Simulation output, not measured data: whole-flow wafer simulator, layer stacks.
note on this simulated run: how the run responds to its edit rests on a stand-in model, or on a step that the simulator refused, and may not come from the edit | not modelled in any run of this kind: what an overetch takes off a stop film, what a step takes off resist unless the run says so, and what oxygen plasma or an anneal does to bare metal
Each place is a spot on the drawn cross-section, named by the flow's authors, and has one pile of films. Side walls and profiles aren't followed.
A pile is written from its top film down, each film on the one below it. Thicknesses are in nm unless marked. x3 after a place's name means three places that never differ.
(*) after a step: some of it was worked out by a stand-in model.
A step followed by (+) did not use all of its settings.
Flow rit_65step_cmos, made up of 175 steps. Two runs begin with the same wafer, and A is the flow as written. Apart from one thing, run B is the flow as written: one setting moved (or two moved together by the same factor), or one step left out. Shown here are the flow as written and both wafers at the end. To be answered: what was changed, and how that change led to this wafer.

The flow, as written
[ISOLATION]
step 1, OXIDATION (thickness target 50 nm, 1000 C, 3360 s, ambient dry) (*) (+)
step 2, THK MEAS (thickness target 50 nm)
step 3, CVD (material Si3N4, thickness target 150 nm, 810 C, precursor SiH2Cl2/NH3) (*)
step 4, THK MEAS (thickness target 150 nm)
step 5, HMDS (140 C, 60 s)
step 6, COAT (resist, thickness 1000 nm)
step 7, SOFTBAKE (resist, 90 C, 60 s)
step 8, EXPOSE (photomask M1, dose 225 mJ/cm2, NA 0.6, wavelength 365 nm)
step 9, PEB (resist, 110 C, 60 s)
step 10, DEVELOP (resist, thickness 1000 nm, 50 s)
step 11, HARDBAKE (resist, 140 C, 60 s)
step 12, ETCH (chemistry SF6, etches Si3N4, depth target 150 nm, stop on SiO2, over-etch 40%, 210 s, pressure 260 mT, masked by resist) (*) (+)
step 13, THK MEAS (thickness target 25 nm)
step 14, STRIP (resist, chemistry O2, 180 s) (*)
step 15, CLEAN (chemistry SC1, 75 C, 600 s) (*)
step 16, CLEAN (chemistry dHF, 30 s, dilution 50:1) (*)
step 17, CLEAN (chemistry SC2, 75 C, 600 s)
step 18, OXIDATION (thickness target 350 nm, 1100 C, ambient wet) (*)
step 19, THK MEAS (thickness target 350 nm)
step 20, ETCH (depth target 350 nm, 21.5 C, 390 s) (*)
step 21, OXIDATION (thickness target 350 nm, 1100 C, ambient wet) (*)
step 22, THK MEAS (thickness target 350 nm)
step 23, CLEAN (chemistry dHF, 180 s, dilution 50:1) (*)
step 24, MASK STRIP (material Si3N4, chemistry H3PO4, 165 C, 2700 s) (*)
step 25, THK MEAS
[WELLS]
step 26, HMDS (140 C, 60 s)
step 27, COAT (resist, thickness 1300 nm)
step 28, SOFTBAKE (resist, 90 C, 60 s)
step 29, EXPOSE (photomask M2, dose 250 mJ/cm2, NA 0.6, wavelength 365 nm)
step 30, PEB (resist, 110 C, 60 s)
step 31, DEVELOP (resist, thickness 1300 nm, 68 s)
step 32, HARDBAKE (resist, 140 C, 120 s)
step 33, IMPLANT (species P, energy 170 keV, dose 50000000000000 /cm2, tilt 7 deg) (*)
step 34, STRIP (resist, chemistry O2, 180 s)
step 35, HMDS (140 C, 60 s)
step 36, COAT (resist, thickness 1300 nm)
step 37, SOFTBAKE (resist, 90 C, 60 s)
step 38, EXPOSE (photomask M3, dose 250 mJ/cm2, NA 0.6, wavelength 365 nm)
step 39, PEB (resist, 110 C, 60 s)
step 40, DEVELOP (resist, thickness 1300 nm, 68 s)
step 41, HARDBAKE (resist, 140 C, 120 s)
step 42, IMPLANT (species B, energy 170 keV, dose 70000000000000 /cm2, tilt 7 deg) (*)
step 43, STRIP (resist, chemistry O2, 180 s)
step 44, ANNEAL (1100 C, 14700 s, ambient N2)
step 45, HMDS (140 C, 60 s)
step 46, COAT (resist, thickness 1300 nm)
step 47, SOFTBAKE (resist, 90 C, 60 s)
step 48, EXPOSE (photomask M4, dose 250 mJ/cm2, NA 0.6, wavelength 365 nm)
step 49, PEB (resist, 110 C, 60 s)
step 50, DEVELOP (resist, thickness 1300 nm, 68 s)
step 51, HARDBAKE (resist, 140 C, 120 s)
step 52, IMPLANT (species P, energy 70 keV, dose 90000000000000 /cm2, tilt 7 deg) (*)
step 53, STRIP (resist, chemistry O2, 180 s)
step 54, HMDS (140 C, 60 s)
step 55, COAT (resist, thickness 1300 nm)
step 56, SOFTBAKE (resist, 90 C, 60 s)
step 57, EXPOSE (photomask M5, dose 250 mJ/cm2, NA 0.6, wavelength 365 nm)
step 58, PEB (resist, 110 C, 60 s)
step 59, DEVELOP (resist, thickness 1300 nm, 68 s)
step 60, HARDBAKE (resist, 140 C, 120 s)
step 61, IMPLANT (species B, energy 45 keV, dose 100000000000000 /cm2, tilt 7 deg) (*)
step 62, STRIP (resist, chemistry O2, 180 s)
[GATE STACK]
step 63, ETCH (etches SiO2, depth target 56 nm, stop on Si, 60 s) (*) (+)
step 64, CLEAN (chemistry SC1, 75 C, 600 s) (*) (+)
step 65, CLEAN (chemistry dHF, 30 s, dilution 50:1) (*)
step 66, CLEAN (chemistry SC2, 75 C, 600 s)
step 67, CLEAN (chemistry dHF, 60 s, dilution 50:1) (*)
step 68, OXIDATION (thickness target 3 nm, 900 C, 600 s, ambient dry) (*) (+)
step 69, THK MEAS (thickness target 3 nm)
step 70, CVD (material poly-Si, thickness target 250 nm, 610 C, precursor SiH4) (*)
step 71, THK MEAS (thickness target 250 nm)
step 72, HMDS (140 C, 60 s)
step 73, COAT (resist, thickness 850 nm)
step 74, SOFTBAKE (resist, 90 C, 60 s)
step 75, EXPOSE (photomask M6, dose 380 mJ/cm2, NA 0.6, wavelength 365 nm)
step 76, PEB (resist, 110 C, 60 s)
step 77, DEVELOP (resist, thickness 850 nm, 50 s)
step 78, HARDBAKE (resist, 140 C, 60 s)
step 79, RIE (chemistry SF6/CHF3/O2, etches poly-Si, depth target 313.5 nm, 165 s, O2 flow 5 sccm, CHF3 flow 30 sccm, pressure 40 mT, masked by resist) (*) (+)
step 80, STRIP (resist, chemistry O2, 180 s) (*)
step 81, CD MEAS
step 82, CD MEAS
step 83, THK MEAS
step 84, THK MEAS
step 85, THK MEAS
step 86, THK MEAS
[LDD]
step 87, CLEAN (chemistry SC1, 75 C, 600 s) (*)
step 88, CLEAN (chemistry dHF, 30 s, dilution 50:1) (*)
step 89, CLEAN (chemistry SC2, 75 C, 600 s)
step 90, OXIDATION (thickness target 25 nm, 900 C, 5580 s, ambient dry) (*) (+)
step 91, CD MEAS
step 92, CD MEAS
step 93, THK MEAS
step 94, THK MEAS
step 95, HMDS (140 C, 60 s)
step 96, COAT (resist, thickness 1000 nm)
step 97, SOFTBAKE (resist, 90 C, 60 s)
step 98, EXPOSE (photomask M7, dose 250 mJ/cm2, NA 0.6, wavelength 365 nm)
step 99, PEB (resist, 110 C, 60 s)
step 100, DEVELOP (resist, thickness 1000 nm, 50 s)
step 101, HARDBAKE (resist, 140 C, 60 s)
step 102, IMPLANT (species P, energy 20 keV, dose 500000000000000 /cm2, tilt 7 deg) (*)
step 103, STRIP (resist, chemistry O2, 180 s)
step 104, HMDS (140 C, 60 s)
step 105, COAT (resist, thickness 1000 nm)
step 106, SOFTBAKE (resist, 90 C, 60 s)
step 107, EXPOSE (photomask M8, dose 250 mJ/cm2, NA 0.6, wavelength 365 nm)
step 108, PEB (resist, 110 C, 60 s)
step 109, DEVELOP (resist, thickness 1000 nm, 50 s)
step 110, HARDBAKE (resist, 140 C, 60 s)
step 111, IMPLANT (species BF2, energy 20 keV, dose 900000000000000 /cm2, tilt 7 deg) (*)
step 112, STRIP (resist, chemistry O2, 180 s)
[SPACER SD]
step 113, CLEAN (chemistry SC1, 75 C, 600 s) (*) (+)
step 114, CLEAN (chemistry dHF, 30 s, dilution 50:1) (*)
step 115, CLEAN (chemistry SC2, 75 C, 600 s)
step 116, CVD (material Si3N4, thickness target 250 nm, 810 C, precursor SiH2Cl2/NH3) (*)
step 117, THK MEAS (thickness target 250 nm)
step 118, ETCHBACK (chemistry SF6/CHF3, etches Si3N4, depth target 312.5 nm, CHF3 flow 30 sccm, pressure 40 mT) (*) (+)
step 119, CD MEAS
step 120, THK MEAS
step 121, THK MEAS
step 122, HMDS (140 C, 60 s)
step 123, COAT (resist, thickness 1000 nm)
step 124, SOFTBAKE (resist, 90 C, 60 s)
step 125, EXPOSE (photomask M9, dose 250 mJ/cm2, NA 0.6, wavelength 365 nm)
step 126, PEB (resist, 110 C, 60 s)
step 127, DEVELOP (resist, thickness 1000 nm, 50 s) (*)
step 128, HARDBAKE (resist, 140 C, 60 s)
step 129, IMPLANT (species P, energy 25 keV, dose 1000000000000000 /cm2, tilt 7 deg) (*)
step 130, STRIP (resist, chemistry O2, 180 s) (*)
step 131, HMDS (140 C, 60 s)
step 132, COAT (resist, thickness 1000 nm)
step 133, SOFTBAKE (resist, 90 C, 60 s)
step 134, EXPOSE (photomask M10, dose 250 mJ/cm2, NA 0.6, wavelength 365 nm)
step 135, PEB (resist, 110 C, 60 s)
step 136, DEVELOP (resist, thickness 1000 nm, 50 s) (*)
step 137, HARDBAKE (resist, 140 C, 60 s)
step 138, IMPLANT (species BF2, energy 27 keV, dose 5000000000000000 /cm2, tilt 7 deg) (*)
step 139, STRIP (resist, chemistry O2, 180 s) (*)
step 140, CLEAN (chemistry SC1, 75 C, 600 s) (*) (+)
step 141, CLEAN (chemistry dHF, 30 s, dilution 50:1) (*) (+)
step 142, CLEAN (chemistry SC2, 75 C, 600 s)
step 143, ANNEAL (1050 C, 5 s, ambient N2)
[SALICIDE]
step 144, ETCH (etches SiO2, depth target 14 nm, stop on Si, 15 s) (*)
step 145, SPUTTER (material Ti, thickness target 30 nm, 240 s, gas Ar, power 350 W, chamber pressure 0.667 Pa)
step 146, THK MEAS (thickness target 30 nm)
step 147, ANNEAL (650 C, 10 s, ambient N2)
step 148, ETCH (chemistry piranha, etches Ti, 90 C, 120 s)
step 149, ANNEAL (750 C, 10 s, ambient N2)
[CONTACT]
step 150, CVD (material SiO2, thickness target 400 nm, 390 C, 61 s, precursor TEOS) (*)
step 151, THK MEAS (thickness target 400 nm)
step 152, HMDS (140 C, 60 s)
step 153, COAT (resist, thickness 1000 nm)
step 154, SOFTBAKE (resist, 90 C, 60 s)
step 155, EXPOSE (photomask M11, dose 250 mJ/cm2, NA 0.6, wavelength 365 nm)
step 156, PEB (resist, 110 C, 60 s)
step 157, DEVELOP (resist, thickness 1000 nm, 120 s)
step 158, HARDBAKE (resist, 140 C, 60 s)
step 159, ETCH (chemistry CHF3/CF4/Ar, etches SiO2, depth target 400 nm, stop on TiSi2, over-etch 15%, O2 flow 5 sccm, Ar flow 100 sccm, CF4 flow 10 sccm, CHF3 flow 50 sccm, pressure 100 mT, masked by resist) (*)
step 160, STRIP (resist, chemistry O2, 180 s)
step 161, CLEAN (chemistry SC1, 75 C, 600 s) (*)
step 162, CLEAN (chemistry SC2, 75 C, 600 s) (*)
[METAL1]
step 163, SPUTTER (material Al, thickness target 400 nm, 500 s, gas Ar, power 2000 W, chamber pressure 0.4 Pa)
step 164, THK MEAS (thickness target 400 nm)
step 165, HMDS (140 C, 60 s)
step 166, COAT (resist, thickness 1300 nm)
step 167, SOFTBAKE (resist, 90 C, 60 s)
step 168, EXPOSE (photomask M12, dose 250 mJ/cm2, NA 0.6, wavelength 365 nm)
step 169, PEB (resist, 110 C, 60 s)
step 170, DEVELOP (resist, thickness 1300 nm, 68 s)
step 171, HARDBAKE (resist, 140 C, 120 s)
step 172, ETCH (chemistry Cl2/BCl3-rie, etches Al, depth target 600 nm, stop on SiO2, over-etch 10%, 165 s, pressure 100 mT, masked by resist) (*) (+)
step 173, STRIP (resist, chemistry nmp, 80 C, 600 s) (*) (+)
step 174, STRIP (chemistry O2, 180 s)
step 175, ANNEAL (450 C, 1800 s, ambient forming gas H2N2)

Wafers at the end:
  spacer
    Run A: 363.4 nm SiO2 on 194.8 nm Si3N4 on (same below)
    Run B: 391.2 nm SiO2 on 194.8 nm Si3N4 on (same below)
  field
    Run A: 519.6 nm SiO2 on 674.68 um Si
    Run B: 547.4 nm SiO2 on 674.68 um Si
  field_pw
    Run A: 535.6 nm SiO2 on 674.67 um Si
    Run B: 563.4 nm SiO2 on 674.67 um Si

Cause: step 163, SPUTTER: thickness target 622 nm was run, whereas the flow has thickness target 400 nm; step 163, SPUTTER: 778 s was run, where the flow has 500 s.

How this came from the change, step by step:
  step 163, SPUTTER (material Al, thickness target 400 nm, 500 s, gas Ar, power 2000 W, chamber pressure 0.4 Pa)
      field, field_pw, field_p, spacer, spacer_p: A Al gains 400 (new film) | B Al gains 622 (new film)
      gate_n, gate_p: A Al gains 396 (new film) | B Al gains 563.8 (new film)
      (also at 1 further place)
  step 166, COAT (resist, thickness 1300 nm)
      gate_n: A resist gains 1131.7 (new film) | B resist gains 1188.7 (new film)
      gate_p: A resist gains 1135.6 (new film) | B resist gains 1191.8 (new film)
  step 169, PEB (resist, 110 C, 60 s)
      gate_n: A resist loses 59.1 | B resist loses 62.2
      gate_p: A resist loses 59.3 | B resist loses 62.4
  step 170, DEVELOP (resist, thickness 1300 nm, 68 s)
      gate_n: A resist loses 1072.6 (all of it) | B resist loses 1126.4 (all of it)
      gate_p: A resist loses 1076.3 (all of it) | B resist loses 1129.4 (all of it)
  step 172, ETCH (chemistry Cl2/BCl3-rie, etches Al, depth target 600 nm, stop on SiO2, over-etch 10%, 165 s, pressure 100 mT, masked by resist) (*) (+)
      field, field_pw, field_p, spacer, spacer_p: A Al loses 400 (all of it), SiO2 loses 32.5 | B Al loses 622 (all of it), SiO2 loses 4.75
      gate_n, gate_p: A Al loses 396 (all of it), SiO2 loses 33 | B Al loses 563.8 (all of it), SiO2 loses 12
      (also at 1 further place)
